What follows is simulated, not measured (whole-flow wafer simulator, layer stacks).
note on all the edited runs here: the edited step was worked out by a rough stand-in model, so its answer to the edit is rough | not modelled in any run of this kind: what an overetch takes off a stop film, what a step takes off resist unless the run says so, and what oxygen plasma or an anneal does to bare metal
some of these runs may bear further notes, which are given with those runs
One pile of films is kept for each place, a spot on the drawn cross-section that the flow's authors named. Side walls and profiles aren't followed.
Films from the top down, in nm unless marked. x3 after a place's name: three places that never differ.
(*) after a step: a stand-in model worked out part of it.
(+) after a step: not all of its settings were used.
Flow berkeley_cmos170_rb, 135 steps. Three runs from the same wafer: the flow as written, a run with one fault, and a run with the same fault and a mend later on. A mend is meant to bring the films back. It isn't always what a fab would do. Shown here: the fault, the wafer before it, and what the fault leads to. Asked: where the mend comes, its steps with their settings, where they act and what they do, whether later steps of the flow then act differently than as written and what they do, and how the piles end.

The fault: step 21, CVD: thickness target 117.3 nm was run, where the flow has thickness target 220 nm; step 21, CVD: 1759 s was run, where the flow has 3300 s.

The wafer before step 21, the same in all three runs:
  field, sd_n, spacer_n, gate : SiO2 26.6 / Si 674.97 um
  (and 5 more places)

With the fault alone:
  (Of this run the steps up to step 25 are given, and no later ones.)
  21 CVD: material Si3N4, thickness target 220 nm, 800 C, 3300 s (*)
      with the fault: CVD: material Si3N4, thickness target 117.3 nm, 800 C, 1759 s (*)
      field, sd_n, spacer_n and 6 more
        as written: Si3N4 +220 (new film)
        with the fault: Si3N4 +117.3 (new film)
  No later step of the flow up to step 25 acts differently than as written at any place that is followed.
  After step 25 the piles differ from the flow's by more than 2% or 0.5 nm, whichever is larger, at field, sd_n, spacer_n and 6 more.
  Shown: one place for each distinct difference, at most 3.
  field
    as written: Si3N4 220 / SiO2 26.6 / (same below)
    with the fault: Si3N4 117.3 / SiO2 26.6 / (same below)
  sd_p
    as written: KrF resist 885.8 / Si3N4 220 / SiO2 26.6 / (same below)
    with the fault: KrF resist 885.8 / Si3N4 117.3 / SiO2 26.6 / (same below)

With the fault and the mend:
  The mend comes after step 25.
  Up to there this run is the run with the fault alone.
  25a STRIP (*) (+)
      sd_p, spacer_p, gate_p, m1
        KrF resist -885.8 (all of it)
  25b CLEAN (*) (the flow's step 18 once more)
      changes no film at any place that is followed
  25c CVD: material Si3N4, thickness target 102.7 nm, 800 C, 1541 s (*) (the flow's step 21 once more, with other settings)
      field, sd_n, spacer_n and 6 more
        Si3N4 +102.7
  25d COAT: KrF resist, thickness 900 nm (the flow's step 22 once more)
      field, sd_n, spacer_n and 6 more
        KrF resist +900 (new film)
  25e EXPOSE: photomask PWELL (the flow's step 23 once more)
      changes no film at any place that is followed
  25f PEB: 130 C, 60 s (*) (the flow's step 24 once more)
      changes no film at any place that is followed
  25g DEVELOP: developer developer-D-0.26N, 45 s (the flow's step 25 once more)
      field, sd_n, spacer_n, gate, contact
        KrF resist -900 (all of it)
      sd_p, spacer_p, gate_p, m1
        KrF resist -14.2
  No later step of the flow acts differently than as written at any place that is followed.
  At the end the piles are the same as the flow's at every place that both follow.
